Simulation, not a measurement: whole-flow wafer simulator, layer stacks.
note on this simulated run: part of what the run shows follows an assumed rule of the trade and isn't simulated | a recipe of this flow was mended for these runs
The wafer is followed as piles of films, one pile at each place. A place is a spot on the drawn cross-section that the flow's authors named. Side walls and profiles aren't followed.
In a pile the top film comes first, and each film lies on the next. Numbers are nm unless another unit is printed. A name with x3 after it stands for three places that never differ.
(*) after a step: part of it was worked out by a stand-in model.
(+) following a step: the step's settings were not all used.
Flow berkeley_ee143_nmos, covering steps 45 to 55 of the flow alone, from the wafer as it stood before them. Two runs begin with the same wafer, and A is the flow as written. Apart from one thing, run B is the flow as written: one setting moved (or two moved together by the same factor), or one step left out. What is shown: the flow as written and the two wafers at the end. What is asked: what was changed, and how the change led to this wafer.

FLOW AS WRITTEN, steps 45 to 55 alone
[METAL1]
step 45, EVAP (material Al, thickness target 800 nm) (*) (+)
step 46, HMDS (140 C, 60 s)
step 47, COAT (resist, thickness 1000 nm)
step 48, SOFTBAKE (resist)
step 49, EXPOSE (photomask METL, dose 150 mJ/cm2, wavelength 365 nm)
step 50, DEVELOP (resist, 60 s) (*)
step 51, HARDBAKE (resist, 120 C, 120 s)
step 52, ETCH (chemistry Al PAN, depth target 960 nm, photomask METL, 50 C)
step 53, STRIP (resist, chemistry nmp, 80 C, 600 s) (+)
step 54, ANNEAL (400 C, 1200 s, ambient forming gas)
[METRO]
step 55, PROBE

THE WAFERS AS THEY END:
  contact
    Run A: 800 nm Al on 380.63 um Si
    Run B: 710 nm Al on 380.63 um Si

The reason: step 45, EVAP: thickness target 710 nm was run, whereas the flow has thickness target 800 nm.
The wafer lets one read it off: contact has Al 710, and step 45 as written asks for 800 nm.

The path from the change to this, step by step:
  step 45, EVAP (material Al, thickness target 800 nm) (*) (+)
      gate, sd, contact, field: A +800 Al (new film) | B +710 Al (new film)
  step 52, ETCH (chemistry Al PAN, depth target 960 nm, photomask METL, 50 C)
      gate, sd, field: A -786.7 Al (all of it) | B -696.7 Al (all of it)
